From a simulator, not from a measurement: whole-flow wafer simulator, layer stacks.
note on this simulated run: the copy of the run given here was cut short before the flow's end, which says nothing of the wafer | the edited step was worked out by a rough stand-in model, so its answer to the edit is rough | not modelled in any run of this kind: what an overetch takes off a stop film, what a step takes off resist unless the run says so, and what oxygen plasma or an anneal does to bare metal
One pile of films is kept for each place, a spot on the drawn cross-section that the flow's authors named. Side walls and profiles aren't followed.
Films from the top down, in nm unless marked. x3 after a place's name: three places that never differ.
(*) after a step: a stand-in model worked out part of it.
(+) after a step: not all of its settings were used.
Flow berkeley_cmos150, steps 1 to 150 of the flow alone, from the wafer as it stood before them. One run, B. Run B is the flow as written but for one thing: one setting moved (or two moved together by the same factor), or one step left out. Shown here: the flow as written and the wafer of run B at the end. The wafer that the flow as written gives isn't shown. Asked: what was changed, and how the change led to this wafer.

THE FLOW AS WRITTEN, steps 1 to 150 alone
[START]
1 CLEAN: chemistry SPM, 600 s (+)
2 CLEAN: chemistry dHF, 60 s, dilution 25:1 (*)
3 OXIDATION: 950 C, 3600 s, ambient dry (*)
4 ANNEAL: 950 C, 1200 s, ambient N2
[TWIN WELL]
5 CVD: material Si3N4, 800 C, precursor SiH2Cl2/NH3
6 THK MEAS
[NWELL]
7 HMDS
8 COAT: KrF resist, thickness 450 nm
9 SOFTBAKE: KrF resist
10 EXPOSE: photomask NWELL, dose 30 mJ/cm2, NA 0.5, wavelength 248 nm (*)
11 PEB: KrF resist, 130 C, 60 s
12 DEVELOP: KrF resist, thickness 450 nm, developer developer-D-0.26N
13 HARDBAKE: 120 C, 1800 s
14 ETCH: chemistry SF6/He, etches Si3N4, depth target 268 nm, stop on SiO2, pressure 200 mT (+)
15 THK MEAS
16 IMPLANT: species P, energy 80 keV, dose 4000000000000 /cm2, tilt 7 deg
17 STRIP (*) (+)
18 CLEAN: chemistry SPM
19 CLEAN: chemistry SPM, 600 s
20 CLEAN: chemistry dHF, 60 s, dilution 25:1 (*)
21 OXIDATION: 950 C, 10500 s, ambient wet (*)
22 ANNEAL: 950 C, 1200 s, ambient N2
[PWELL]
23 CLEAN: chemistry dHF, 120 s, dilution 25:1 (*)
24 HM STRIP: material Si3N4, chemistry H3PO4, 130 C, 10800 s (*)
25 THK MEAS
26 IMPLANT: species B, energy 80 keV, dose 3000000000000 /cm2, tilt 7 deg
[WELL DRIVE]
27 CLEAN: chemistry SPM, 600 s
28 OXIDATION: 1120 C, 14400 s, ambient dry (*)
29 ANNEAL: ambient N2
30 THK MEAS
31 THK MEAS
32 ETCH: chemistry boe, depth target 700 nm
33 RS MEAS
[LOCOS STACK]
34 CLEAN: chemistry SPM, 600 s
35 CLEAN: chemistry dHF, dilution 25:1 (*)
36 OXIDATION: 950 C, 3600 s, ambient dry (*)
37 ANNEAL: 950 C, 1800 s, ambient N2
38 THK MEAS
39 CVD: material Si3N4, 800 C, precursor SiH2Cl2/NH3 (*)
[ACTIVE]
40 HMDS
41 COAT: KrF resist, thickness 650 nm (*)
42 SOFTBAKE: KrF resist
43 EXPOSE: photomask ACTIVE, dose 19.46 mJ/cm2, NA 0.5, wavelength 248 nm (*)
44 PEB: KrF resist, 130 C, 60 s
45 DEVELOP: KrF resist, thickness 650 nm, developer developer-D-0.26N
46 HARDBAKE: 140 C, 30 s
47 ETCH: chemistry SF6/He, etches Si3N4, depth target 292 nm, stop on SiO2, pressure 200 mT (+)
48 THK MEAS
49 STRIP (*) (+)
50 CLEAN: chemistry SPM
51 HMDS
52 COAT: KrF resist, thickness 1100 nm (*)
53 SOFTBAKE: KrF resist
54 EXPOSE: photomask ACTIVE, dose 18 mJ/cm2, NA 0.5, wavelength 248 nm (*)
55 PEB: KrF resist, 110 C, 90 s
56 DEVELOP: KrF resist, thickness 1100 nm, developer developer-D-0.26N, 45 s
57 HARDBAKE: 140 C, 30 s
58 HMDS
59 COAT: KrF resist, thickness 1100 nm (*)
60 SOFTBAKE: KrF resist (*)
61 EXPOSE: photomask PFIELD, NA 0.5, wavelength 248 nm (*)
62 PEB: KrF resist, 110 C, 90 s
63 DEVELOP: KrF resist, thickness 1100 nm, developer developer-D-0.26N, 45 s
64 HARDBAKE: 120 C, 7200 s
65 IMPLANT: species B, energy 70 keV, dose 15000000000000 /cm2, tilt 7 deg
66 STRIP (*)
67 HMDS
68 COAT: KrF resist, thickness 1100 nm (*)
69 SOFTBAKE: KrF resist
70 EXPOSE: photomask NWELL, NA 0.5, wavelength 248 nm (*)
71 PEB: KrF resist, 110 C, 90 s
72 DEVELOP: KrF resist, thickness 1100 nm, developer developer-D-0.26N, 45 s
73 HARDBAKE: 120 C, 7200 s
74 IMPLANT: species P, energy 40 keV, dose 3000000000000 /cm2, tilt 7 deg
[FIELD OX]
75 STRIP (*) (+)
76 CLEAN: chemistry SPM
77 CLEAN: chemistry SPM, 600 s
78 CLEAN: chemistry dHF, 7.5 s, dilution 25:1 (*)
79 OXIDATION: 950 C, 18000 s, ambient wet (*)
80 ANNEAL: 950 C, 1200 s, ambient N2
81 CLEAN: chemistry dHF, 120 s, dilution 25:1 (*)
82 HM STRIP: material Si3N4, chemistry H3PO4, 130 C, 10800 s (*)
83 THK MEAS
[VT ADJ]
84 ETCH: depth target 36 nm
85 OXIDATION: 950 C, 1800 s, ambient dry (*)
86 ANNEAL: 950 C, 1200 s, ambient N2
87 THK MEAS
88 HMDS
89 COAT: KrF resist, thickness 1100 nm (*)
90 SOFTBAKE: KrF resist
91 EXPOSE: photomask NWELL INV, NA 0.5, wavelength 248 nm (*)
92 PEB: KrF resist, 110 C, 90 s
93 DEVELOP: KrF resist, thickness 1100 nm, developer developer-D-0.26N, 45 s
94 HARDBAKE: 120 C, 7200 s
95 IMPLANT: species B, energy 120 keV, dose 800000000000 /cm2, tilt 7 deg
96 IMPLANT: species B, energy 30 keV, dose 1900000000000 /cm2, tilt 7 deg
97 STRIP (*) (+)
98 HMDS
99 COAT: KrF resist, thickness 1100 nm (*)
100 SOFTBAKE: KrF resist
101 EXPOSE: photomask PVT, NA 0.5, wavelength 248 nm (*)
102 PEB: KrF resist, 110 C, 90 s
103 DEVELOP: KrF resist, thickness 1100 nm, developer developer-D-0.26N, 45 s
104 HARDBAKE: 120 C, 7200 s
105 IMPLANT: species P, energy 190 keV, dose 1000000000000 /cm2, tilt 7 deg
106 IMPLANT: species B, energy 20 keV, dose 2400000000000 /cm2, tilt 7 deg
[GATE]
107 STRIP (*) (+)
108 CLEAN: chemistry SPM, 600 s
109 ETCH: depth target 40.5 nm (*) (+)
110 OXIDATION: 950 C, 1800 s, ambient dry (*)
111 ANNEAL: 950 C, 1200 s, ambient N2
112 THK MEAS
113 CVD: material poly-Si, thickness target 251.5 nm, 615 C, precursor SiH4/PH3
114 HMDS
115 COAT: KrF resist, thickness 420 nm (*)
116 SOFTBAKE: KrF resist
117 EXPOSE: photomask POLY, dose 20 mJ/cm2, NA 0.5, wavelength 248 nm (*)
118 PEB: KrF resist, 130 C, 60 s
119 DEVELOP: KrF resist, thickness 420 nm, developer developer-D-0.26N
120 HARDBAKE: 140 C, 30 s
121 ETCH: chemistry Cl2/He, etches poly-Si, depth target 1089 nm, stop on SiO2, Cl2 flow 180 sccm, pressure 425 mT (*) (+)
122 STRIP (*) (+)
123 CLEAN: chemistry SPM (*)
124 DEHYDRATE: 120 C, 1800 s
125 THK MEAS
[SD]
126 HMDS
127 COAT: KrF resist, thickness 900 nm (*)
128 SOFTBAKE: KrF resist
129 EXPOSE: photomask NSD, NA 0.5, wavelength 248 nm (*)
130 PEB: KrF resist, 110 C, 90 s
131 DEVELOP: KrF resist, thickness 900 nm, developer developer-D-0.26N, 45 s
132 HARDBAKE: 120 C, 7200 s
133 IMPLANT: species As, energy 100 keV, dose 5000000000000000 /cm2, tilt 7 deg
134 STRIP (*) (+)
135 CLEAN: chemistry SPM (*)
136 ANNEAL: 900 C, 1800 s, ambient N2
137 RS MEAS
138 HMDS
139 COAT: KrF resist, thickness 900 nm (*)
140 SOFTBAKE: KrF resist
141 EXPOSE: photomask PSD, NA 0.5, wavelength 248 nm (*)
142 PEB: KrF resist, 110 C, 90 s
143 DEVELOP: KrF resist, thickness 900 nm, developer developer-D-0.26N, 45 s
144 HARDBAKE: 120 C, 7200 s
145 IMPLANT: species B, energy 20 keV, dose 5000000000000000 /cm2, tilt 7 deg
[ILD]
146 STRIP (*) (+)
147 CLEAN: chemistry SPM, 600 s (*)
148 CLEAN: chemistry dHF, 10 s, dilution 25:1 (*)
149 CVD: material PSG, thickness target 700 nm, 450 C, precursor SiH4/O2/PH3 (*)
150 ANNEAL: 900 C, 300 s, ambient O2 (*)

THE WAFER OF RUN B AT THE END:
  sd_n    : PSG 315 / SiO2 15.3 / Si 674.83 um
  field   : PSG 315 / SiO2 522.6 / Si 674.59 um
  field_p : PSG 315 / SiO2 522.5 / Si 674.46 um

The cause: step 149, CVD: thickness target 315 nm was run, where the flow has thickness target 700 nm.
It can be read off the wafer: sd_n has PSG 315, and step 149 as written asks for 700 nm.

How the change led to this, step by step:
  149 CVD: material PSG, thickness target 700 nm, 450 C, precursor SiH4/O2/PH3 (*)
      field, field_p, sd_n, gate_n, gate_p, contact, m1: PSG +315 (new film) (as written it would be: PSG +700 (new film))
      sd_p: PSG +292.7 (new film) (as written it would be: PSG +639.5 (new film))
